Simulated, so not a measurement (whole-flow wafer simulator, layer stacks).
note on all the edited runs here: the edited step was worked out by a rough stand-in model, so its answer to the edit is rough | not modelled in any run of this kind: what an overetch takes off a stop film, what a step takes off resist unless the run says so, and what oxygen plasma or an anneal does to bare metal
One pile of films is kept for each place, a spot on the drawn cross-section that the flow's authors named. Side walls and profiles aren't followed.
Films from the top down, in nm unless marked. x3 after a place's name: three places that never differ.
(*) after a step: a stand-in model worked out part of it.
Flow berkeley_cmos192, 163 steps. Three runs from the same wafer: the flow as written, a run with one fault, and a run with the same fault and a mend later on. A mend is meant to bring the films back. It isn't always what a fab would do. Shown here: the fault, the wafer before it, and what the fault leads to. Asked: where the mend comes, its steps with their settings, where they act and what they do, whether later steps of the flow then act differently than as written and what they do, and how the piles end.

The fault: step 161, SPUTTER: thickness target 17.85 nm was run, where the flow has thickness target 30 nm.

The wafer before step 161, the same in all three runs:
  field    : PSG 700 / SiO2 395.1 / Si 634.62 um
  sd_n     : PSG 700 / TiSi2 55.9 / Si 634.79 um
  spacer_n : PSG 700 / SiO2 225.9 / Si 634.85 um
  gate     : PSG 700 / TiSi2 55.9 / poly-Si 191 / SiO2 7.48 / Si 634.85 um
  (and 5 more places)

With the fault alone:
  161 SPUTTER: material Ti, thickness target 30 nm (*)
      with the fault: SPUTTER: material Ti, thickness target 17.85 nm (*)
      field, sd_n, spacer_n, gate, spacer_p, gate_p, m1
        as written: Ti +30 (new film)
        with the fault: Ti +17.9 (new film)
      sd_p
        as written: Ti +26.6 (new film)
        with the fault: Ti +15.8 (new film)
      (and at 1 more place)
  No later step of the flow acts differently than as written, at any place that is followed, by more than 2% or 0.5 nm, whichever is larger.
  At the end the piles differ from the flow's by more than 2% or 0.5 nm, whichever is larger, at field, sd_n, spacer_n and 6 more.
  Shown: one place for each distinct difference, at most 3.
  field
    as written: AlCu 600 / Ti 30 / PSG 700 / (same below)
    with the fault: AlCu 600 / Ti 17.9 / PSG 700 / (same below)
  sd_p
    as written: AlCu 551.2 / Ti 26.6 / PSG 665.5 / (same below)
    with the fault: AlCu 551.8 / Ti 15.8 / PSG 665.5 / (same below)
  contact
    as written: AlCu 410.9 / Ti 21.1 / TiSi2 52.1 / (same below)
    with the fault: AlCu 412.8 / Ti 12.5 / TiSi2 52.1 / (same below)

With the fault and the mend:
  The mend comes after step 161.
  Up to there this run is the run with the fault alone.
  161a SPUTTER: material Ti, thickness target 11.85 nm (*) (the flow's step 161 once more, with other settings)
      field, sd_n, spacer_n, gate, spacer_p, gate_p, m1
        Ti +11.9
      sd_p
        Ti +10.5
      contact
        Ti +8.28
  No later step of the flow acts differently than as written at any place that is followed.
  At the end the piles differ from the flow's only slightly at the places that both follow, by at most 2% or 0.5 nm, whichever is larger.
